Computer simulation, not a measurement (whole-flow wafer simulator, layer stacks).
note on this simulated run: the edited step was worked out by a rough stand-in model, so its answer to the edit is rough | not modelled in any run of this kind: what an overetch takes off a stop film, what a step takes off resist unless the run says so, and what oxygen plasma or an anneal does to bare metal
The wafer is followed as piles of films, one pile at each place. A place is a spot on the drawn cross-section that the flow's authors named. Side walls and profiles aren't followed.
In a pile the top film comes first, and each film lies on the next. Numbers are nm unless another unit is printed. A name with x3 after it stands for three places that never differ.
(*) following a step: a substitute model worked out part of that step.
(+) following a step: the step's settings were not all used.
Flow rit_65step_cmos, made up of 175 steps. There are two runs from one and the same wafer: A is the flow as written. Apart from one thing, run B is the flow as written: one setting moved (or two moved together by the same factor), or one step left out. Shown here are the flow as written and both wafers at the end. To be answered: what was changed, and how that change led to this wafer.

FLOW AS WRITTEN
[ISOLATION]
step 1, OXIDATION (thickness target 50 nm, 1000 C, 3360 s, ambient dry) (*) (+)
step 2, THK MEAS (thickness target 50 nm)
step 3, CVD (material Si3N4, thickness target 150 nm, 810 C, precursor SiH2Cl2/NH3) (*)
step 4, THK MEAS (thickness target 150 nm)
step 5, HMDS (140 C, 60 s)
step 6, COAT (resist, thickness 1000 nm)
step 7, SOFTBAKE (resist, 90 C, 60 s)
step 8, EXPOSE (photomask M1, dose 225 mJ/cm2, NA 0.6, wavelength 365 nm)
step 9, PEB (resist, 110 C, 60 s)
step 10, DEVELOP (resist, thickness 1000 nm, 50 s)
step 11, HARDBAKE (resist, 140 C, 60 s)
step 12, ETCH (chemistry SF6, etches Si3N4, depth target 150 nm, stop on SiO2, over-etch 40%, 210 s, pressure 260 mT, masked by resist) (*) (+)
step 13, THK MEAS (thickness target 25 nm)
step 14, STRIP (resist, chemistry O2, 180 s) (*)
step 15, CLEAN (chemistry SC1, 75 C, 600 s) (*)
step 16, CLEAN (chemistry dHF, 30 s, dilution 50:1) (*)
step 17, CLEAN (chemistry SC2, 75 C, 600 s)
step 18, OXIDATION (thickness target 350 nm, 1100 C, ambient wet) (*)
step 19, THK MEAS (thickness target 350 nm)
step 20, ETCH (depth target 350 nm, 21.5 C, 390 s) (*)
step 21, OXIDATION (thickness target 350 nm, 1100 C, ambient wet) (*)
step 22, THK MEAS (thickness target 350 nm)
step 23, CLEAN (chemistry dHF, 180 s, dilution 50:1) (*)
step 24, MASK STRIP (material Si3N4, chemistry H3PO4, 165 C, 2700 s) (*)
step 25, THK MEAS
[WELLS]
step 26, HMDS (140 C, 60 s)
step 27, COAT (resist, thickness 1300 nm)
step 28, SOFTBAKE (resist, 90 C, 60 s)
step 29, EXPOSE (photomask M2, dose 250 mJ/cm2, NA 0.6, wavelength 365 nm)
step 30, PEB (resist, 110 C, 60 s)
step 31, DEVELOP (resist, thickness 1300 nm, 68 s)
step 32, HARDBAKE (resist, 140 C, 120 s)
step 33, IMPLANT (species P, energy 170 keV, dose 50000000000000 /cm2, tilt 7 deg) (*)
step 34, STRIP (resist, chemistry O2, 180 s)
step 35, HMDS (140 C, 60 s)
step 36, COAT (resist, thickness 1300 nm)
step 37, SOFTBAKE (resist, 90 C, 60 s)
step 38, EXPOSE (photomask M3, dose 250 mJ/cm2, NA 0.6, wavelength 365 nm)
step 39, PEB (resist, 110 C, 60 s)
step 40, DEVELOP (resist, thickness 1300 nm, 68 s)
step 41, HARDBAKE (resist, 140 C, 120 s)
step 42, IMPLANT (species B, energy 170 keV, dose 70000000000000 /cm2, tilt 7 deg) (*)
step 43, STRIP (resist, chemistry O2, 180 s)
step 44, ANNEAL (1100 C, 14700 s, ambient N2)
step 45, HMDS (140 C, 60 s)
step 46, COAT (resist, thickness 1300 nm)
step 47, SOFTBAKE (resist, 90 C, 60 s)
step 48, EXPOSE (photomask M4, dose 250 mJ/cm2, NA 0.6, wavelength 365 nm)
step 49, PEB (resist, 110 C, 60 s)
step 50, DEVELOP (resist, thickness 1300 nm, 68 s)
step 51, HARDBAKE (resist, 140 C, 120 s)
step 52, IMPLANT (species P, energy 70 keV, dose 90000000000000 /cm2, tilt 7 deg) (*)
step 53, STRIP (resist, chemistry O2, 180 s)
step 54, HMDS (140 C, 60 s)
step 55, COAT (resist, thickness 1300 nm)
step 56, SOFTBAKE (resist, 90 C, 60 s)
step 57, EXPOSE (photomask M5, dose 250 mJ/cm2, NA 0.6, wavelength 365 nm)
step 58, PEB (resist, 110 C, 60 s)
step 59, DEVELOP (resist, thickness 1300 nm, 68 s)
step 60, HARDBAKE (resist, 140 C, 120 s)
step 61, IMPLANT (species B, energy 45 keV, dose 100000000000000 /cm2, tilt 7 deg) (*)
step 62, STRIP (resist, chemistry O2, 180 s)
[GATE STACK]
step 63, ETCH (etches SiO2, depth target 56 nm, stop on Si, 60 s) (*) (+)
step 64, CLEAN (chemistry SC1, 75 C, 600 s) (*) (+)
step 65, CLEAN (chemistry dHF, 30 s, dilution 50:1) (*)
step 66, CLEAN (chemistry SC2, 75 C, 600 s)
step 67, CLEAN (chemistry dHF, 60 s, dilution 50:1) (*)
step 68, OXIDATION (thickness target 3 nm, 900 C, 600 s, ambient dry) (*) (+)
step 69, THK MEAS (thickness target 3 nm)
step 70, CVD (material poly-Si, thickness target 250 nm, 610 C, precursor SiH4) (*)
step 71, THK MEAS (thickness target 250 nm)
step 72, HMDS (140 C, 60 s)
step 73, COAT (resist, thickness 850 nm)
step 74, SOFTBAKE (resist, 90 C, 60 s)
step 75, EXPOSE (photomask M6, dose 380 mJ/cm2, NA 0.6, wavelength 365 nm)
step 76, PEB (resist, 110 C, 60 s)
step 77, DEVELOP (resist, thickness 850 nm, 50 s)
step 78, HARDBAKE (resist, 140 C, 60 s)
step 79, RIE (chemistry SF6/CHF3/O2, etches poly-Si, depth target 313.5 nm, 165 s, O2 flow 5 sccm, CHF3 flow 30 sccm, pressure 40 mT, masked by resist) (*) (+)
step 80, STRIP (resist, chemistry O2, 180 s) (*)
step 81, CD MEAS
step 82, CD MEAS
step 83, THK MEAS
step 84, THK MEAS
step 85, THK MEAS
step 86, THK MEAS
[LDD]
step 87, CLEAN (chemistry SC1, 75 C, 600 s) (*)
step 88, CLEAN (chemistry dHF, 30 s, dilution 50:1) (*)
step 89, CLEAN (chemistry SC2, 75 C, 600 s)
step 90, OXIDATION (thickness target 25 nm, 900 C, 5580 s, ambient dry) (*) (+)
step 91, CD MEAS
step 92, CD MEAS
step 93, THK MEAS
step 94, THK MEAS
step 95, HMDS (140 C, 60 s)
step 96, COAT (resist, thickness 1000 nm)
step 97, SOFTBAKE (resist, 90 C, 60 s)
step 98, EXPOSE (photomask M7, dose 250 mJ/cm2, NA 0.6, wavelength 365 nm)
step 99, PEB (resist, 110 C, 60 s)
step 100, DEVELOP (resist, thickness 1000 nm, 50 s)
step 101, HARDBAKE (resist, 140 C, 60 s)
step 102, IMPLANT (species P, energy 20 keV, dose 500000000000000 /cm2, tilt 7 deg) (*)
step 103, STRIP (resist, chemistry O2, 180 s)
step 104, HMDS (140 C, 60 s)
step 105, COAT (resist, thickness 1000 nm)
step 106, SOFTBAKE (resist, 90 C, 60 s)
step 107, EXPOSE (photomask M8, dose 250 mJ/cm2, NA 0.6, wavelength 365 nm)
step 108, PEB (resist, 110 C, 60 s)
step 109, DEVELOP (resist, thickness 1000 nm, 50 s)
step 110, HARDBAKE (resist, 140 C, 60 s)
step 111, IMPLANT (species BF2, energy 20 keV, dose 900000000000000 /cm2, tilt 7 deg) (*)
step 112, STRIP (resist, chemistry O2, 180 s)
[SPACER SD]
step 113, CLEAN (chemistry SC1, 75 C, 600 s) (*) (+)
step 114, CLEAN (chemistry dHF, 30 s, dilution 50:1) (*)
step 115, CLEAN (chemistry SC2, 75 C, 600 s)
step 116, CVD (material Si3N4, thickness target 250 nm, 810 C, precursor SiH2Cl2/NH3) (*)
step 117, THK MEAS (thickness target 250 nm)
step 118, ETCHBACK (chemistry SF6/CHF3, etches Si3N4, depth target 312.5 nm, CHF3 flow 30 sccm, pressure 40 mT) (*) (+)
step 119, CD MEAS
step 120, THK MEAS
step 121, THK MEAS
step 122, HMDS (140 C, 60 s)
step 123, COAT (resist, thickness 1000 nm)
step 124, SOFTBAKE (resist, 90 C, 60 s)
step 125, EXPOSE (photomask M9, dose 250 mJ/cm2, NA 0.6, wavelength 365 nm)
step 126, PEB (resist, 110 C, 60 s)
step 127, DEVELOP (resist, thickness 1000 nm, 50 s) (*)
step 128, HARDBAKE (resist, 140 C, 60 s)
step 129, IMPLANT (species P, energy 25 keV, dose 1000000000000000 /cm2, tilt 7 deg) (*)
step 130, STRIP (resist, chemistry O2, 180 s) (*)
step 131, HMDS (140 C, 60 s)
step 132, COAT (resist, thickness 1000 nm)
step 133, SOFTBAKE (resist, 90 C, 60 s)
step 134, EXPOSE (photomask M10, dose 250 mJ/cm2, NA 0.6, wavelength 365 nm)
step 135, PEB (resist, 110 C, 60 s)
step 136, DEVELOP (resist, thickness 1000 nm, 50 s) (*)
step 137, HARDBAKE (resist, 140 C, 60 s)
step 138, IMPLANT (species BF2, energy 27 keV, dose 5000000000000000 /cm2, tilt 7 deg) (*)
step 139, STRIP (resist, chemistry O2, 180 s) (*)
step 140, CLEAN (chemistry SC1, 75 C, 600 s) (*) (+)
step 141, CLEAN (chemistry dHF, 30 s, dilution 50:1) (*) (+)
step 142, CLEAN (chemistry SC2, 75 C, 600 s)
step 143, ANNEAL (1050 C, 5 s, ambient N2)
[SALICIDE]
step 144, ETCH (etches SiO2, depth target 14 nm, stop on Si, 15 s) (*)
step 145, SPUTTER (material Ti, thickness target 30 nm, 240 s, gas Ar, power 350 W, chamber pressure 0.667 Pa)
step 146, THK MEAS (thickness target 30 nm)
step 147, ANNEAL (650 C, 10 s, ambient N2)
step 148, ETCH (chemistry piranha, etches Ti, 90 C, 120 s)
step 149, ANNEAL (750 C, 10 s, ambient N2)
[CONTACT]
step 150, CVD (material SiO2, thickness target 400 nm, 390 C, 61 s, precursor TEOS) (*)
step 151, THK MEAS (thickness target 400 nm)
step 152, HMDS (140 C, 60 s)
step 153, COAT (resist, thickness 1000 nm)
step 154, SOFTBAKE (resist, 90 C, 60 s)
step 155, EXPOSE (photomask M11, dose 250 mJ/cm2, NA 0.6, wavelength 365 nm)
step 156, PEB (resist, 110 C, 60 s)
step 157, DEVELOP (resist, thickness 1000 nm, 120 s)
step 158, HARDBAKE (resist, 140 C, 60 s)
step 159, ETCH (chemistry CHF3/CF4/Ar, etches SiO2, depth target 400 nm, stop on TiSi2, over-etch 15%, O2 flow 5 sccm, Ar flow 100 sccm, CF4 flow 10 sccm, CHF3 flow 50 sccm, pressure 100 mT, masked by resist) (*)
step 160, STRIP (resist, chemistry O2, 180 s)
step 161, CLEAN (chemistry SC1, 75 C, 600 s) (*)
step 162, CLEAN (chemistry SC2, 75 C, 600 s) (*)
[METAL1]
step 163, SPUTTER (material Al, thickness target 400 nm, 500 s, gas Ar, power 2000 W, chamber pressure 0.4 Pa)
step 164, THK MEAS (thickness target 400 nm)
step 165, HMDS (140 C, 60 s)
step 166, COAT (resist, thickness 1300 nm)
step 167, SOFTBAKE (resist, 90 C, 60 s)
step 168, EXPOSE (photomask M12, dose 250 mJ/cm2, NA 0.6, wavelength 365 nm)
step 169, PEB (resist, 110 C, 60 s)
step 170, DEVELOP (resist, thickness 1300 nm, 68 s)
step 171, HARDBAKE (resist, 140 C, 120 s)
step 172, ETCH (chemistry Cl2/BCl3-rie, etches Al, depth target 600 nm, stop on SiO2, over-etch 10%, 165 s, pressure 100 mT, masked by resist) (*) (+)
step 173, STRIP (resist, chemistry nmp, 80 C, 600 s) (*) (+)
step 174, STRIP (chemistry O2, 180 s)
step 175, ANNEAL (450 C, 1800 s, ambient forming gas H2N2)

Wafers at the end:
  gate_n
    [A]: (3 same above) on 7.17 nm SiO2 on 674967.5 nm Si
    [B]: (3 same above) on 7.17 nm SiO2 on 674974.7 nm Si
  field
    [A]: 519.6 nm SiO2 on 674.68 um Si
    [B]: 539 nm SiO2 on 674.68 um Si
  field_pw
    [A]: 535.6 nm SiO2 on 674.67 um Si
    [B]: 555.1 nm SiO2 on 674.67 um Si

The reason: step 63, ETCH: 39 s was run, whereas the flow has 60 s.

How this came from the change, step by step:
  step 63, ETCH (etches SiO2, depth target 56 nm, stop on Si, 60 s) (*) (+)
      active_n, active_p, gate_n and 7 more: A -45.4 SiO2 (all of it), -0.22 Si | B -36.4 SiO2
      field, field_pw, field_nw, field_p: A -56 SiO2 | B -36.4 SiO2
  step 64, CLEAN (chemistry SC1, 75 C, 600 s) (*) (+)
      active_n, active_p, gate_n and 7 more: A +0.6 chemical SiO2 (new film), -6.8 Si | B -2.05 SiO2
  step 65, CLEAN (chemistry dHF, 30 s, dilution 50:1) (*)
      active_n, gate_n, spacer, sd_n, contact, m1: A -0.6 chemical SiO2 (all of it) | B -3.26 SiO2
      active_p, gate_p, spacer_p, sd_p: A -0.6 chemical SiO2 (all of it) | B -5.72 SiO2
  step 67, CLEAN (chemistry dHF, 60 s, dilution 50:1) (*)
      gate_n, spacer, sd_n, contact, m1: A -0.4 chemical SiO2 (all of it) | B -3.72 SiO2 (all of it)
      gate_p, spacer_p, sd_p: A -0.4 chemical SiO2 (all of it) | B -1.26 SiO2 (all of it)
      (and at 2 other places as well)
